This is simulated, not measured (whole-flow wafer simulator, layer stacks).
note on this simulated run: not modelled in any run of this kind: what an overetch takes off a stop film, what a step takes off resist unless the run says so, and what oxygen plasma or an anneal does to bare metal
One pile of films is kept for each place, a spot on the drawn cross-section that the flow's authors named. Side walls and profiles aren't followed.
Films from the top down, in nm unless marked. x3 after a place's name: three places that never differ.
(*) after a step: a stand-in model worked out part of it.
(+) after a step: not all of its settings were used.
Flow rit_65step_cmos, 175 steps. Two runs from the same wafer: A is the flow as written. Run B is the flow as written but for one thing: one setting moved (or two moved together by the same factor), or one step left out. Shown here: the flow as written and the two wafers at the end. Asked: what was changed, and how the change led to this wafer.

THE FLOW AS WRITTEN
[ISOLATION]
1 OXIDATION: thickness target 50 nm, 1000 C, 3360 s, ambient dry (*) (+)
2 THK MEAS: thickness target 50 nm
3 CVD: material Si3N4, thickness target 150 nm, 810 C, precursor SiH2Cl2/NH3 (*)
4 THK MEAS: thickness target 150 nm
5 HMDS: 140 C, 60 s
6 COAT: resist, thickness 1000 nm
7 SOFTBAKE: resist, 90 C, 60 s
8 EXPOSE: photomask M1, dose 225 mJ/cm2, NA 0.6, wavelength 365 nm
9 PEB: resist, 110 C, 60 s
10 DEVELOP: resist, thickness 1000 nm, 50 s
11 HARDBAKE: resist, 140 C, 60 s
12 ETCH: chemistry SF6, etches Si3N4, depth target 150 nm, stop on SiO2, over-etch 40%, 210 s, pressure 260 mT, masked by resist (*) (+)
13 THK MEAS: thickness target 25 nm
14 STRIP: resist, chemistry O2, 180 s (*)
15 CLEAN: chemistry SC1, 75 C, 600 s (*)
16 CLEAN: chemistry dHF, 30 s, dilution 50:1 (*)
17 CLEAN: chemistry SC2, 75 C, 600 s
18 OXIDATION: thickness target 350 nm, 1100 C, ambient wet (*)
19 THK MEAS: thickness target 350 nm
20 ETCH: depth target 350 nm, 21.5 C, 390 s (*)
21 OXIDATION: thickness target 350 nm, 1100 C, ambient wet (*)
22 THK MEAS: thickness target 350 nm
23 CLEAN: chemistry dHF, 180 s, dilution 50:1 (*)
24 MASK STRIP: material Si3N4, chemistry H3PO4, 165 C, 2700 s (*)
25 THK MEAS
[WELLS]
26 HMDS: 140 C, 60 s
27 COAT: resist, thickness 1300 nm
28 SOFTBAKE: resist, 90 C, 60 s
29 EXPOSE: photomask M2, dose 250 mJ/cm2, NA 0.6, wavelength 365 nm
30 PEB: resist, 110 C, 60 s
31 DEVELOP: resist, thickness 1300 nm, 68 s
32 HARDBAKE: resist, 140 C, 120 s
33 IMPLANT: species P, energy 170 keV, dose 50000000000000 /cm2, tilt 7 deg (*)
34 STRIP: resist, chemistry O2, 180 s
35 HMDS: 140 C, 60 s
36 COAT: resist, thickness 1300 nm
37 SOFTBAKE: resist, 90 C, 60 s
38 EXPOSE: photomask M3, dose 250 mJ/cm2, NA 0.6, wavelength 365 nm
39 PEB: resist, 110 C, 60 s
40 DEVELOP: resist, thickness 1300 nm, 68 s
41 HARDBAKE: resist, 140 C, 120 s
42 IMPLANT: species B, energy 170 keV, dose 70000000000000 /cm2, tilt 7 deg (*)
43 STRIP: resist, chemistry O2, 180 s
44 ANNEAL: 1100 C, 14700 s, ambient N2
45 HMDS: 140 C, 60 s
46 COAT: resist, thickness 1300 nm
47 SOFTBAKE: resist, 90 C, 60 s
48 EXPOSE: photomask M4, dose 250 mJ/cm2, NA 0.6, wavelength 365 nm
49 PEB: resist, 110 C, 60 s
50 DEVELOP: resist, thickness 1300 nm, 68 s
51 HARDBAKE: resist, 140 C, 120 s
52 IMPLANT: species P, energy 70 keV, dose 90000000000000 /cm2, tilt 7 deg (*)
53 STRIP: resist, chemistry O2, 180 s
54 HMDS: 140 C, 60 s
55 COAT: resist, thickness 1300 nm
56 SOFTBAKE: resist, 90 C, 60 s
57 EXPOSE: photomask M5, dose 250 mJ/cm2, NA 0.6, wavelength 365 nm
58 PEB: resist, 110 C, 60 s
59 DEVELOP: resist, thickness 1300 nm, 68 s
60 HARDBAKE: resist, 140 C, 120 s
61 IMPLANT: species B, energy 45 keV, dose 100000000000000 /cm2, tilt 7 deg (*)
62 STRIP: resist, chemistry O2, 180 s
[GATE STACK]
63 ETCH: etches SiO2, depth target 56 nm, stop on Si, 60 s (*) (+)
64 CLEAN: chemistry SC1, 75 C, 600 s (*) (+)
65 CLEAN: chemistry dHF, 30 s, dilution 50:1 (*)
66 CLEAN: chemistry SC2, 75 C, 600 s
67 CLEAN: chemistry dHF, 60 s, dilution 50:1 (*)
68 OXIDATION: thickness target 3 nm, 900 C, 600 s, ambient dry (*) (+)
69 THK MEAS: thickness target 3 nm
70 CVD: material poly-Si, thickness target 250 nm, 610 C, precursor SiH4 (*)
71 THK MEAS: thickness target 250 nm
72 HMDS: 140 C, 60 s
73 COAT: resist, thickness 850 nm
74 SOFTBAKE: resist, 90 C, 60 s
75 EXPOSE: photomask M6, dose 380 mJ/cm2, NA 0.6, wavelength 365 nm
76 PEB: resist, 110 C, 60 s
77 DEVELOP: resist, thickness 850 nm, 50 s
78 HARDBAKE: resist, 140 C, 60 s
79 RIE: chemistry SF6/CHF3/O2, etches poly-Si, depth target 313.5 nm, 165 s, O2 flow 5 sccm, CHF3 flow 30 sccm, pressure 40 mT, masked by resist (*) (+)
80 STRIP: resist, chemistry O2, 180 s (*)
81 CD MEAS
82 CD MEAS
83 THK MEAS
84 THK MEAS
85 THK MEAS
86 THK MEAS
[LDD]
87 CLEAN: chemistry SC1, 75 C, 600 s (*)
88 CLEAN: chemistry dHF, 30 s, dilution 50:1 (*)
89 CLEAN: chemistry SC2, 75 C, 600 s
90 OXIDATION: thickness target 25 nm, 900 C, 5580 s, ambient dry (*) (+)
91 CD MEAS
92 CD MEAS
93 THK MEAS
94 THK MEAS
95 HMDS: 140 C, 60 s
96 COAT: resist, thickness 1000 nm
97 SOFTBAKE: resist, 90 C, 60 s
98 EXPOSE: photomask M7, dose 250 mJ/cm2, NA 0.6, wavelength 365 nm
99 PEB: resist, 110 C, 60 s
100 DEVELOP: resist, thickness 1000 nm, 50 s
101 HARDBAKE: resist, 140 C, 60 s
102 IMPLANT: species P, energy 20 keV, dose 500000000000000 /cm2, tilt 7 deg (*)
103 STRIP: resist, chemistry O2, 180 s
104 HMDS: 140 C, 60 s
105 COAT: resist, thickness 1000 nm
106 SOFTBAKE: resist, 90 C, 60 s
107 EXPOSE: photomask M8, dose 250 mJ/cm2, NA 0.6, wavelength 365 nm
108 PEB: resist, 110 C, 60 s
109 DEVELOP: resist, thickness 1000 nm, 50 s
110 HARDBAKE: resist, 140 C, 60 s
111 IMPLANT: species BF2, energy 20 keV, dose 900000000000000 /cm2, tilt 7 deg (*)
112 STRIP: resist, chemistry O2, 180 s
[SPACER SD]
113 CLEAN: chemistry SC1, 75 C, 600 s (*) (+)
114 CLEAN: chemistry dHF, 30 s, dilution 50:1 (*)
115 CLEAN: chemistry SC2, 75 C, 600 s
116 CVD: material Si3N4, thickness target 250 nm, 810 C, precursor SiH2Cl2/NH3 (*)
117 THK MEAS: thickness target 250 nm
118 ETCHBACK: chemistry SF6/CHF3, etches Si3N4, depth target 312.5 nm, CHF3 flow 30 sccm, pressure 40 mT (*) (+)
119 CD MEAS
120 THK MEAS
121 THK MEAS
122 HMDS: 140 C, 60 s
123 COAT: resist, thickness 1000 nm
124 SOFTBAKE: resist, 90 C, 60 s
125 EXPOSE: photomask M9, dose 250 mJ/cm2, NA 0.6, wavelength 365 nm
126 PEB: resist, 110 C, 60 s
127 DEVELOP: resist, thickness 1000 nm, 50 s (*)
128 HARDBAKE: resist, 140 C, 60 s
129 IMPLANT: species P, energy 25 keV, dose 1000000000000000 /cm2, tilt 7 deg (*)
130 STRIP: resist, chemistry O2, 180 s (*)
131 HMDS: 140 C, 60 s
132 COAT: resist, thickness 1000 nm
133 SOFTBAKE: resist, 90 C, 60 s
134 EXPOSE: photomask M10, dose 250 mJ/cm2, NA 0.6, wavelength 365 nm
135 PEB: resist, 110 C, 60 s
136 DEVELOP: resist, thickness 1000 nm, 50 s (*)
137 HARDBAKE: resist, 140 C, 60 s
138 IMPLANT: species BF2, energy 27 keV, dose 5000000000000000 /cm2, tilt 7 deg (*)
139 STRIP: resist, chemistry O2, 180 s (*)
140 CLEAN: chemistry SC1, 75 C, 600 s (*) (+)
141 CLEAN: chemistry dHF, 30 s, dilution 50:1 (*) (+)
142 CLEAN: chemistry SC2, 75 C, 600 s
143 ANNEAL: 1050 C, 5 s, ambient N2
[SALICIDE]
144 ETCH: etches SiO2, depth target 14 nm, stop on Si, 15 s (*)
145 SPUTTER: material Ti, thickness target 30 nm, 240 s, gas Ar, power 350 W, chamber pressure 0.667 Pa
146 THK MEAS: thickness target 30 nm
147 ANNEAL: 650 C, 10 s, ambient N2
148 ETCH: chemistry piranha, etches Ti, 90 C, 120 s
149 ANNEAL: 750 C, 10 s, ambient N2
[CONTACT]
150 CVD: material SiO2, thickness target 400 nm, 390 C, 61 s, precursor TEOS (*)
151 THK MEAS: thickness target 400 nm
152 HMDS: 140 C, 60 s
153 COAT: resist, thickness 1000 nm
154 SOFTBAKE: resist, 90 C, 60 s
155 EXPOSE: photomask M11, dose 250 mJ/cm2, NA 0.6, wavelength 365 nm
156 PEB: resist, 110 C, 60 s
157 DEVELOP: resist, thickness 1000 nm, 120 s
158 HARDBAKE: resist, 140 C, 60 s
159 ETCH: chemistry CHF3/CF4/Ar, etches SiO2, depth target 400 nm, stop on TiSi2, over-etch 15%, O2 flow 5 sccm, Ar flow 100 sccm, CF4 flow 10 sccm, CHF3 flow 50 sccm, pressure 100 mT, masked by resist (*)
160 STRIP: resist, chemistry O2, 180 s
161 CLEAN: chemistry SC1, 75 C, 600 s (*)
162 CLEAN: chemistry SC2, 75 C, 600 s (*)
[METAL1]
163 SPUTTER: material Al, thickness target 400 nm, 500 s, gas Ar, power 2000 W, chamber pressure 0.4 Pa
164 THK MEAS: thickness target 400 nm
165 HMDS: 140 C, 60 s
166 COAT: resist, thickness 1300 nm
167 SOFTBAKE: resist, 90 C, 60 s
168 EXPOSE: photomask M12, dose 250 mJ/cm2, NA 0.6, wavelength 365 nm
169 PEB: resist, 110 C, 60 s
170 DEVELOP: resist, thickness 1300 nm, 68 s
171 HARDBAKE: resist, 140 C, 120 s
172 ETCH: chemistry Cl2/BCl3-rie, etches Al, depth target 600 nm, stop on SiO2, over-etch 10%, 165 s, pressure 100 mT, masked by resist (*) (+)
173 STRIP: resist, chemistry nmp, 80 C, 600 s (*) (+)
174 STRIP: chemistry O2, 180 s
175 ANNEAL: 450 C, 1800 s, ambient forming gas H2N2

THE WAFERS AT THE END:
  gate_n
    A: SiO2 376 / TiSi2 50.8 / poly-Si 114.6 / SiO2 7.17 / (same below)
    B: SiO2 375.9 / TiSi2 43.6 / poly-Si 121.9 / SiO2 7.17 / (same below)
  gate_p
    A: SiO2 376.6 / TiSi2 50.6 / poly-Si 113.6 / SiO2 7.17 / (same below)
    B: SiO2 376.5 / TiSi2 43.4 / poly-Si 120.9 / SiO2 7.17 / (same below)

The cause: step 145, SPUTTER: 204 s was run, where the flow has 240 s.

How the change led to this, step by step:
  145 SPUTTER: material Ti, thickness target 30 nm, 240 s, gas Ar, power 350 W, chamber pressure 0.667 Pa
      field, field_pw, field_nw, field_p, spacer, spacer_p: A Ti +30 (new film) | B Ti +25.5 (new film)
      gate_n: A Ti +27.3 (new film) | B Ti +23.2 (new film)
      (and at 1 more place)
  147 ANNEAL: 650 C, 10 s, ambient N2
      gate_n: A Ti -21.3, TiSi first +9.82 (new film), TiSi2 C49 +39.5 (new film), poly-Si -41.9 | B Ti -18.1, TiSi first +1.63 (new film), TiSi2 C49 +43.5 (new film), poly-Si -40.1
      gate_p: A Ti -21.2, TiSi first +9.56 (new film), TiSi2 C49 +39.6 (new film), poly-Si -41.9 | B Ti -18, TiSi first +1.44 (new film), TiSi2 C49 +43.6 (new film), poly-Si -40
  148 ETCH: chemistry piranha, etches Ti, 90 C, 120 s
      field, field_pw, field_nw, field_p, spacer, spacer_p: A Ti -30 (all of it) | B Ti -25.5 (all of it)
      gate_n: A Ti -6 (all of it), TiSi first -0.1 | B Ti -5.1 (all of it), TiSi first -0.1
      (and at 1 more place)
  149 ANNEAL: 750 C, 10 s, ambient N2
      gate_n: A TiSi2 +50.8 (new film), TiSi first -9.72 (all of it), TiSi2 C49 -39.5 (all of it), poly-Si -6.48 | B TiSi2 +43.6 (new film), TiSi first -1.53 (all of it), TiSi2 C49 -43.5 (all of it), poly-Si -1.02
      gate_p: A TiSi2 +50.6 (new film), TiSi first -9.46 (all of it), TiSi2 C49 -39.6 (all of it), poly-Si -6.31 | B TiSi2 +43.4 (new film), TiSi first -1.34 (all of it), TiSi2 C49 -43.6 (all of it), poly-Si -0.89
